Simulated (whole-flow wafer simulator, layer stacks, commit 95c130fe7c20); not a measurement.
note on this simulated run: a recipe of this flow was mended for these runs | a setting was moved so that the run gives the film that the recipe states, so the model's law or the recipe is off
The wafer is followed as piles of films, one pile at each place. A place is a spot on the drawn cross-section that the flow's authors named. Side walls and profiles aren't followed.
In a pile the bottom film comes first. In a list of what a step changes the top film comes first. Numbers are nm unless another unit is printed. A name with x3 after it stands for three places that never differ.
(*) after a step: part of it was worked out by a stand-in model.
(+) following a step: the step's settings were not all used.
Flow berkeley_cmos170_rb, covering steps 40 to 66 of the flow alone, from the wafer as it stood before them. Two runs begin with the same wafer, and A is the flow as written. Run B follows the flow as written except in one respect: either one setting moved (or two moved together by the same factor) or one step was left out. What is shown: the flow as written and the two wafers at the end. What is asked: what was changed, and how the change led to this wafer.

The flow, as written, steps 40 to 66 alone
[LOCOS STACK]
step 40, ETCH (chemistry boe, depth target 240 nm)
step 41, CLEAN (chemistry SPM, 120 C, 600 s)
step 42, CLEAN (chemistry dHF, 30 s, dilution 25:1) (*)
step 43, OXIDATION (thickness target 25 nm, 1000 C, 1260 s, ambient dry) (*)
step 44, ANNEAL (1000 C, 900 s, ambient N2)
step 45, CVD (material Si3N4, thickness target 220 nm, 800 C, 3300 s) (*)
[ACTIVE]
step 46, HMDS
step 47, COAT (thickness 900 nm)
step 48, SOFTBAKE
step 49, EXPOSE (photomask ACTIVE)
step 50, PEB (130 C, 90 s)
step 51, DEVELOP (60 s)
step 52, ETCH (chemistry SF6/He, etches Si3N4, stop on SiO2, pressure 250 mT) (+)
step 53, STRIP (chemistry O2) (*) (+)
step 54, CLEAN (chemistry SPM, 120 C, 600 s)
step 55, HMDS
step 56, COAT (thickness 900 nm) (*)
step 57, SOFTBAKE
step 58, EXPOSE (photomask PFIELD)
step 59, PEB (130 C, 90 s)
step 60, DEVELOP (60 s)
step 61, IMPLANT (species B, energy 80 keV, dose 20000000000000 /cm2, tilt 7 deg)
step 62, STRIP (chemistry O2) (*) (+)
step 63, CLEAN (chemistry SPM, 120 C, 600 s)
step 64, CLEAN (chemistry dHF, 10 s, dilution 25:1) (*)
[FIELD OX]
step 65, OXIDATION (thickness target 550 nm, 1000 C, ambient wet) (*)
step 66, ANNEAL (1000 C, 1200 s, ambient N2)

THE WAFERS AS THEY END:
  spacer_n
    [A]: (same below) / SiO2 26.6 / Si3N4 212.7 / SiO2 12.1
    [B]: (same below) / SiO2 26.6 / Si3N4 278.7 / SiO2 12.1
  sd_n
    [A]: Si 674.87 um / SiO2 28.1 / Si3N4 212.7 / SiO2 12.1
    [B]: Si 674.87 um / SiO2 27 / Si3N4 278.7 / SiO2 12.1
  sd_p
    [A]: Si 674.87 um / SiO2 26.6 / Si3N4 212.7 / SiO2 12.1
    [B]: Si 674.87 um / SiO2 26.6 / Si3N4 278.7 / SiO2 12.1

Cause: step 45, CVD: thickness target 286 nm was run, whereas the flow has thickness target 220 nm; step 45, CVD: 4290 s was run, where the flow has 3300 s.

Step by step, how the change led to this:
  step 45, CVD (material Si3N4, thickness target 220 nm, 800 C, 3300 s) (*)
      field, sd_n, spacer_n and 6 more: A +220 Si3N4 (new film) | B +286 Si3N4 (new film)
  step 52, ETCH (chemistry SF6/He, etches Si3N4, stop on SiO2, pressure 250 mT) (+)
      sd_n, spacer_n, gate, sd_p, spacer_p, gate_p, contact, m1: A -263 KrF-resist | B -334.8 KrF-resist
      field: A -220 Si3N4 (all of it), -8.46 SiO2 | B -286 Si3N4 (all of it), -8.46 SiO2
  step 53, STRIP (chemistry O2) (*) (+)
      sd_n, spacer_n, gate, sd_p, spacer_p, gate_p, contact, m1: A -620 KrF-resist (all of it) | B -548.3 KrF-resist (all of it)
  step 56, COAT (thickness 900 nm) (*)
      sd_n: A +782.7 KrF-resist (new film) | B +749.4 KrF-resist (new film)
      spacer_n: A +816.2 KrF-resist (new film) | B +793.5 KrF-resist (new film)
      (as well as at 6 more places)
  step 62, STRIP (chemistry O2) (*) (+)
      sd_n: A -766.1 KrF-resist (all of it) | B -732.9 KrF-resist (all of it)
      spacer_n: A -799.5 KrF-resist (all of it) | B -776.9 KrF-resist (all of it)
      (as well as at 6 more places)
  step 65, OXIDATION (thickness target 550 nm, 1000 C, ambient wet) (*)
      gate: A +12.1 SiO2 (new film), -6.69 Si3N4, +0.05 SiO2, -0.05 Si | B +12.1 SiO2 (new film), -6.69 Si3N4
      sd_p: A +12.1 SiO2 (new film), -6.69 Si3N4, +0.06 SiO2, -0.06 Si | B +12.1 SiO2 (new film), -6.69 Si3N4
      (as well as at 1 more place)
